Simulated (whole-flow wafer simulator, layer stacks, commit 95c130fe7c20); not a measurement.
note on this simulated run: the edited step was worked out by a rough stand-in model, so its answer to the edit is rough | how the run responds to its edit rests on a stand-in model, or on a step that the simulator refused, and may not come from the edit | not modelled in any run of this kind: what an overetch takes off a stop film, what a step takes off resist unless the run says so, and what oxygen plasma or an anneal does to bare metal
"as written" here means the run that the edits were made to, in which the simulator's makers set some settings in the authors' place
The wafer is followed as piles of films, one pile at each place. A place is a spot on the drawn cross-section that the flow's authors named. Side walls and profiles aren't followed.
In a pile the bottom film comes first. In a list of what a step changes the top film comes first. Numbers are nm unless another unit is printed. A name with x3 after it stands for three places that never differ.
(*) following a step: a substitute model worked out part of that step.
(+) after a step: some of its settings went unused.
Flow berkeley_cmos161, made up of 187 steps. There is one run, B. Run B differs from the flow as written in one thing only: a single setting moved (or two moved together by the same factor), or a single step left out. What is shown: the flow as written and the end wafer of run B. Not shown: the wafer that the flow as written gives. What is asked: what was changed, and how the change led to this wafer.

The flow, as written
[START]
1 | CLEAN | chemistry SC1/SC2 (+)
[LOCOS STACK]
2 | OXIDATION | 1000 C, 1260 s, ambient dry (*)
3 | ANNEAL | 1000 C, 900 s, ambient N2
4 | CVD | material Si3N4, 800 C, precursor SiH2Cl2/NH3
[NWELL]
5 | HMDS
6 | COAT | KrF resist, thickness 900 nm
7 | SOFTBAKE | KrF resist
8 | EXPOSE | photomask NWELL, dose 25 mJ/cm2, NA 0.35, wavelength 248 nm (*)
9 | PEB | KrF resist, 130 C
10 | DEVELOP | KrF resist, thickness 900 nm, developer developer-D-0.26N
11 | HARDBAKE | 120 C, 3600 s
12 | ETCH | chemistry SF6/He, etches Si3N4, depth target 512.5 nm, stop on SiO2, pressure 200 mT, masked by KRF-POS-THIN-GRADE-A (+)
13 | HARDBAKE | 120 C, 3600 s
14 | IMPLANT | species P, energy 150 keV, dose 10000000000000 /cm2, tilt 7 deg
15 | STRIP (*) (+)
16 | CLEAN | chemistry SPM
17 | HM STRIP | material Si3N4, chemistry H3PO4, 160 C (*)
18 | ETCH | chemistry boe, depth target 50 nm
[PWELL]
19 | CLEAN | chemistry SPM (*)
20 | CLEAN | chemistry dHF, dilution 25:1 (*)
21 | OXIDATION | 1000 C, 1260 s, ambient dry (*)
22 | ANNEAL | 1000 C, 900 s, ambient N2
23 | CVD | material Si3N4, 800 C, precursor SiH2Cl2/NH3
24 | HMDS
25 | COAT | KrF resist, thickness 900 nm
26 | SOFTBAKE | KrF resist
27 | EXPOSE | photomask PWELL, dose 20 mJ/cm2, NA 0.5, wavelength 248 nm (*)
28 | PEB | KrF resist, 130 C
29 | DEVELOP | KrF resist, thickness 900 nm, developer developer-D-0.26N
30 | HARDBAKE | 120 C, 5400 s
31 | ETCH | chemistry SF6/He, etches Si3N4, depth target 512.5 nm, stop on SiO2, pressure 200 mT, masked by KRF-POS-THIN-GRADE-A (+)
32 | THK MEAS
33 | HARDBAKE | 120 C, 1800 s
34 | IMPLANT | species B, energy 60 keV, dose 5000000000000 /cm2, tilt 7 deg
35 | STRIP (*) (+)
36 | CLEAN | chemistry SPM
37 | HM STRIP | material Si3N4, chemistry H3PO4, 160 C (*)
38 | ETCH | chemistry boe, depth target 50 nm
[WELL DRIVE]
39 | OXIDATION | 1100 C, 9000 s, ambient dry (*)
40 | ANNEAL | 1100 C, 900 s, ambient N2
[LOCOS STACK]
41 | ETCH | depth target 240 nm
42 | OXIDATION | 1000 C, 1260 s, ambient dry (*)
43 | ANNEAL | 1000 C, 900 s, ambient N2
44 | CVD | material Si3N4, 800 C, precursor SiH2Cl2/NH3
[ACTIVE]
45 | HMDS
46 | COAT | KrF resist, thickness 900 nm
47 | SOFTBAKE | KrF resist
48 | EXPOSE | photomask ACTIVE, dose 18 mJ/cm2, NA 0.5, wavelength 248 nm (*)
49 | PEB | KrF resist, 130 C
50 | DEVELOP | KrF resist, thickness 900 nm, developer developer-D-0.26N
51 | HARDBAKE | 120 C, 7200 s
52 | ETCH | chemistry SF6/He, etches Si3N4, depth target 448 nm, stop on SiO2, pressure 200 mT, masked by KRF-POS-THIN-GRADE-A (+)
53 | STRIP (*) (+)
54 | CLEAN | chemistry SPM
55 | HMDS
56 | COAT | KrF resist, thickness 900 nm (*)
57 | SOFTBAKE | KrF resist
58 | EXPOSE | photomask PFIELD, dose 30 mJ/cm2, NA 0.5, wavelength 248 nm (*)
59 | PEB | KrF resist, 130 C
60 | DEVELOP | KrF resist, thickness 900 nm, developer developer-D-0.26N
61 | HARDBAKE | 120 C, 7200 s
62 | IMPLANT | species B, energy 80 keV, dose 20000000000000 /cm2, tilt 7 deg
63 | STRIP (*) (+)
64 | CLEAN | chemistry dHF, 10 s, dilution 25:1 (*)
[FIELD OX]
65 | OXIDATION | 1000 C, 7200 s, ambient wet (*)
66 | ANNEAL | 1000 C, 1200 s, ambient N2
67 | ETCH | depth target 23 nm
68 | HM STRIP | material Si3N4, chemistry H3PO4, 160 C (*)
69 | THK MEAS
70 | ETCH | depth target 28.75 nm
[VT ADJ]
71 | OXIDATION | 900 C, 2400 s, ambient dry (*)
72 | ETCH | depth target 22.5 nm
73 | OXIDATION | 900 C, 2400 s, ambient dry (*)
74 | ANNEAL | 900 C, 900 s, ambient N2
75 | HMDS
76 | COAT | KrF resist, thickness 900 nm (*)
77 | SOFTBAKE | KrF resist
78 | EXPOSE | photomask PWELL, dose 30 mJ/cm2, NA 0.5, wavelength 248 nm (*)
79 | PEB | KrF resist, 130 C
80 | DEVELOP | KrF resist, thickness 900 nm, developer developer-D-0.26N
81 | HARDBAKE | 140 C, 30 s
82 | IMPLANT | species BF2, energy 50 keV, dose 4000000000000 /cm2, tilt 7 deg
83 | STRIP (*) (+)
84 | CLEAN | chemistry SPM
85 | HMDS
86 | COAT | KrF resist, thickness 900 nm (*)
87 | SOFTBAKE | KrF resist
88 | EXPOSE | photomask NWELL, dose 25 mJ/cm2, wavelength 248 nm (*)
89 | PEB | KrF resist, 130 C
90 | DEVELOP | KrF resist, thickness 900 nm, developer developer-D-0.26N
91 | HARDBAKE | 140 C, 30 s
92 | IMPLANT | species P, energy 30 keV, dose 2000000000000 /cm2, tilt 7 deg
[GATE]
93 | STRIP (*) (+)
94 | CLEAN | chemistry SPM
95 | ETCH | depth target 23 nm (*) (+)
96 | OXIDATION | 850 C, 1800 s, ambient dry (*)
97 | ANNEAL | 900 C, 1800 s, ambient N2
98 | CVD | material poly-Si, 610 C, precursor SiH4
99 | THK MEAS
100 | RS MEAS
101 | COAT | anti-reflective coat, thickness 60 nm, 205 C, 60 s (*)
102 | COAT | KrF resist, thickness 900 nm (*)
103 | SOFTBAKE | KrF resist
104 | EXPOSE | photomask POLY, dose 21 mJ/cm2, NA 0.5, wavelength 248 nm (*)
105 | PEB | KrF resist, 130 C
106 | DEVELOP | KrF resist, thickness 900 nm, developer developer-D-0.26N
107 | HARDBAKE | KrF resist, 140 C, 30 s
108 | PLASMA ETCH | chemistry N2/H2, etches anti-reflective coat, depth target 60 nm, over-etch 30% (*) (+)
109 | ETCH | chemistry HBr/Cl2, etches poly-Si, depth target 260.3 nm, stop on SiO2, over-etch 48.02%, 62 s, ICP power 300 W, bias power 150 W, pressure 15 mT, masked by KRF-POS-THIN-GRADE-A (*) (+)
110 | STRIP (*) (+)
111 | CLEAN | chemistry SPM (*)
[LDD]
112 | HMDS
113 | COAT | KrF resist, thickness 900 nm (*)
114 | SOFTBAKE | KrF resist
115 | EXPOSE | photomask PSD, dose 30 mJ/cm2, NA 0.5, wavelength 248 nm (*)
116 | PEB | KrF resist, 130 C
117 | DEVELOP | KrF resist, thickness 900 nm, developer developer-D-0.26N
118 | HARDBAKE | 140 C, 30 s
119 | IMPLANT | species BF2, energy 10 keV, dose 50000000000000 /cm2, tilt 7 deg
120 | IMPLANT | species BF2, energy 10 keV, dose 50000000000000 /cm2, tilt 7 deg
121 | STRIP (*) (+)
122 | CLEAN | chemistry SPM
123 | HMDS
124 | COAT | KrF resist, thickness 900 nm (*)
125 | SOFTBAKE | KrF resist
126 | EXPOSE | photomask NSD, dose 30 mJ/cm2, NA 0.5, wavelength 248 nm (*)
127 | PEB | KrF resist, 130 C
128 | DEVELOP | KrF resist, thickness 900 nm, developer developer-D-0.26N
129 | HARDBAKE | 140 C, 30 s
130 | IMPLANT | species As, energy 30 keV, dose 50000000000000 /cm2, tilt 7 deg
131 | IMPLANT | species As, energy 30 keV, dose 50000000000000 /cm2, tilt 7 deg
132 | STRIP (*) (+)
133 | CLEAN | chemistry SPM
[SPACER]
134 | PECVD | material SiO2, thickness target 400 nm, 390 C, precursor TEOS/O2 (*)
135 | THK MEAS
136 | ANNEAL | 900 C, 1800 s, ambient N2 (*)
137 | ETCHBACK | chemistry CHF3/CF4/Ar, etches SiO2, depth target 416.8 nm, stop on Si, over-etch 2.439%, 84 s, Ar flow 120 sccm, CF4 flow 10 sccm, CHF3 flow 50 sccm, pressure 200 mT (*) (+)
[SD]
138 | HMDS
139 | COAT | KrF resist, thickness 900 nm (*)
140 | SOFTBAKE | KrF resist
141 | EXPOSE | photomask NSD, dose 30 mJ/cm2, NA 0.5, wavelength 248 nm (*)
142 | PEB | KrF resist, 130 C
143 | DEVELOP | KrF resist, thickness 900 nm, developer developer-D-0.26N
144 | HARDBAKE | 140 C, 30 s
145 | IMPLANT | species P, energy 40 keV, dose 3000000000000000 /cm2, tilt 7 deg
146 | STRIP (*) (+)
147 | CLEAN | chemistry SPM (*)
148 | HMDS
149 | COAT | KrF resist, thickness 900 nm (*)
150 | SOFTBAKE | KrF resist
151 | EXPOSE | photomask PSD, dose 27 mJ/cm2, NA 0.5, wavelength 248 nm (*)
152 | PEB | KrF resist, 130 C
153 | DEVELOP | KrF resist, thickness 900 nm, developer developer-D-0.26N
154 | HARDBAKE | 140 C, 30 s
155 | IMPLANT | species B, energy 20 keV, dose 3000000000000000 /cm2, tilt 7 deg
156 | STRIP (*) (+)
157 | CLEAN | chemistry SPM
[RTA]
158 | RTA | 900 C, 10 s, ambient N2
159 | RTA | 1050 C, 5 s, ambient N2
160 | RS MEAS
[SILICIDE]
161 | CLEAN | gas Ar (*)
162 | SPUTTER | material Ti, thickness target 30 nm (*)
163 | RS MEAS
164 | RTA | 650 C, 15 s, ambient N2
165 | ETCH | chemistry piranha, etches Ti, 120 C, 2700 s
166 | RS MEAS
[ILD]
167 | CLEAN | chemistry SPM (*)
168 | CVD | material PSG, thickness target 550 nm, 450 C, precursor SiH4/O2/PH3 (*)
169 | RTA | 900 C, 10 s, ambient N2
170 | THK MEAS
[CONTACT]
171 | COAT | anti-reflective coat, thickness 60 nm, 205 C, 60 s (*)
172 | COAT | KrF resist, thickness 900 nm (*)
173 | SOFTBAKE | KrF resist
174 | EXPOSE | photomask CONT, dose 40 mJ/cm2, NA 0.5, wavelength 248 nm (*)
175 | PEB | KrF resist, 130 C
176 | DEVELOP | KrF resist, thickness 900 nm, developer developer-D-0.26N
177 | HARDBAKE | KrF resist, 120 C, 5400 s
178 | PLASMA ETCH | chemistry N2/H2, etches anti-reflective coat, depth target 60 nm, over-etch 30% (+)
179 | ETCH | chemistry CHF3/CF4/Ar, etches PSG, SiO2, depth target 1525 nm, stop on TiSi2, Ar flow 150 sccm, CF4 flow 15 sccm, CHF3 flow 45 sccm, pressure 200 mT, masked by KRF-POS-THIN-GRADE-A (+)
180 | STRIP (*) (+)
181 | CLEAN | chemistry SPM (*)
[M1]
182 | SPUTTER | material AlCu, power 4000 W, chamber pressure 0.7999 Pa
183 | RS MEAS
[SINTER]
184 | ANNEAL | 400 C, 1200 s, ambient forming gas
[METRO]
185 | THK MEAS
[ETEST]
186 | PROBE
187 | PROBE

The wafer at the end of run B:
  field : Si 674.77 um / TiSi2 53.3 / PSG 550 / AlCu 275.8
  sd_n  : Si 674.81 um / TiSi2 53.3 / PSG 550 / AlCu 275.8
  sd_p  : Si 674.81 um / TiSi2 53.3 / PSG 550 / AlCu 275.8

Cause: step 65, OXIDATION: 850 C was run, whereas the flow has 1000 C.

How this came from the change, step by step:
  65 | OXIDATION | 1000 C, 7200 s, ambient wet (*)
      spacer_n, gate_n, spacer_p, gate_p, contact, m1: SiO2 gains 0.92 (new film), Si3N4 loses 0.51 (it would be, as written: SiO2 gains 12.1 (new film), Si3N4 loses 6.7)
      sd_n, sd_p: SiO2 gains 0.92 (new film), Si3N4 loses 0.51, SiO2 gains 0.5, Si loses 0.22 (it would be, as written: SiO2 gains 12.1 (new film), Si3N4 loses 6.7, SiO2 gains 0.25, Si loses 0.15)
      (as well as at 1 more place)
  67 | ETCH | depth target 23 nm
      sd_n, spacer_n, gate_n, sd_p, spacer_p, gate_p, contact, m1: SiO2 loses 0.92 (all of it) (it would be, as written: SiO2 loses 12.1 (all of it))
  68 | HM STRIP | material Si3N4, chemistry H3PO4, 160 C (*)
      sd_n, spacer_n, gate_n, sd_p, spacer_p, gate_p, contact, m1: Si3N4 loses 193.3 (all of it), SiO2 loses 1.81 (it would be, as written: Si3N4 loses 187.1 (all of it), SiO2 loses 1.75)
  71 | OXIDATION | 900 C, 2400 s, ambient dry (*)
      field: SiO2 gains 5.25, Si loses 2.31 (it would be, as written: SiO2 gains 1.56, Si loses 0.69)
  73 | OXIDATION | 900 C, 2400 s, ambient dry (*)
      field: SiO2 gains 5.79, Si loses 2.55 (it would be, as written: SiO2 gains 1.61, Si loses 0.71)
  76 | COAT | KrF resist, thickness 900 nm (*)
      field: KrF resist gains 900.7 (new film) (it would be, as written: KrF resist gains 836.5 (new film))
      sd_n: KrF resist gains 898.7 (new film) (it would be, as written: KrF resist gains 1024.5 (new film))
      (as well as at 7 more places)
  80 | DEVELOP | KrF resist, thickness 900 nm, developer developer-D-0.26N
      field: KrF resist loses 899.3 (all of it) (it would be, as written: KrF resist loses 835.2 (all of it))
      sd_n: KrF resist loses 897.2 (all of it) (it would be, as written: KrF resist loses 1022.8 (all of it))
      (as well as at 3 more places)
  81 | HARDBAKE | 140 C, 30 s
      sd_p: KrF resist loses 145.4 (it would be, as written: KrF resist loses 162.1)
      spacer_p: KrF resist loses 145.4 (it would be, as written: KrF resist loses 158.7)
      (as well as at 2 more places)
  83 | STRIP (*) (+)
      sd_p: KrF resist loses 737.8 (all of it) (it would be, as written: KrF resist loses 824.2 (all of it))
      spacer_p: KrF resist loses 737.8 (all of it) (it would be, as written: KrF resist loses 806.6 (all of it))
      (as well as at 2 more places)
  86 | COAT | KrF resist, thickness 900 nm (*)
      field: KrF resist gains 900.7 (new film) (it would be, as written: KrF resist gains 836.5 (new film))
      sd_n: KrF resist gains 898.7 (new film) (it would be, as written: KrF resist gains 1024.5 (new film))
      (as well as at 7 more places)
  90 | DEVELOP | KrF resist, thickness 900 nm, developer developer-D-0.26N
      sd_p: KrF resist loses 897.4 (all of it) (it would be, as written: KrF resist loses 1000.6 (all of it))
      spacer_p: KrF resist loses 897.4 (all of it) (it would be, as written: KrF resist loses 979.5 (all of it))
      (as well as at 1 more place)
  91 | HARDBAKE | 140 C, 30 s
      spacer_n, gate_n: KrF resist loses 145.4 (it would be, as written: KrF resist loses 159.3)
      field: KrF resist loses 145.7 (it would be, as written: KrF resist loses 135.4)
      (as well as at 3 more places)
  93 | STRIP (*) (+)
      field: KrF resist loses 739.4 (all of it) (it would be, as written: KrF resist loses 685.6 (all of it))
      sd_n: KrF resist loses 737.6 (all of it) (it would be, as written: KrF resist loses 842.9 (all of it))
      (as well as at 4 more places)
  96 | OXIDATION | 850 C, 1800 s, ambient dry (*)
      field: SiO2 gains 2.26, Si loses 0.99 (it would be, as written: SiO2 gains 0.49, Si loses 0.22)
  101 | COAT | anti-reflective coat, thickness 60 nm, 205 C, 60 s (*)
      field: anti-reflective coat gains 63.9 (new film) (it would be, as written: anti-reflective coat gains 35.1 (new film))
      sd_n: anti-reflective coat gains 54.9 (new film) (it would be, as written: anti-reflective coat gains 173.5 (new film))
      (as well as at 7 more places)
  102 | COAT | KrF resist, thickness 900 nm (*)
      field: KrF resist gains 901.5 (new film) (it would be, as written: KrF resist gains 867.4 (new film))
      spacer_n: KrF resist gains 894.6 (new film) (it would be, as written: KrF resist gains 1040.8 (new film))
      (as well as at 6 more places)
  ... 33 further steps ...
  182 | SPUTTER | material AlCu, power 4000 W, chamber pressure 0.7999 Pa
      sd_p: AlCu gains 275.8 (new film) (it would be, as written: AlCu gains 234.7 (new film))
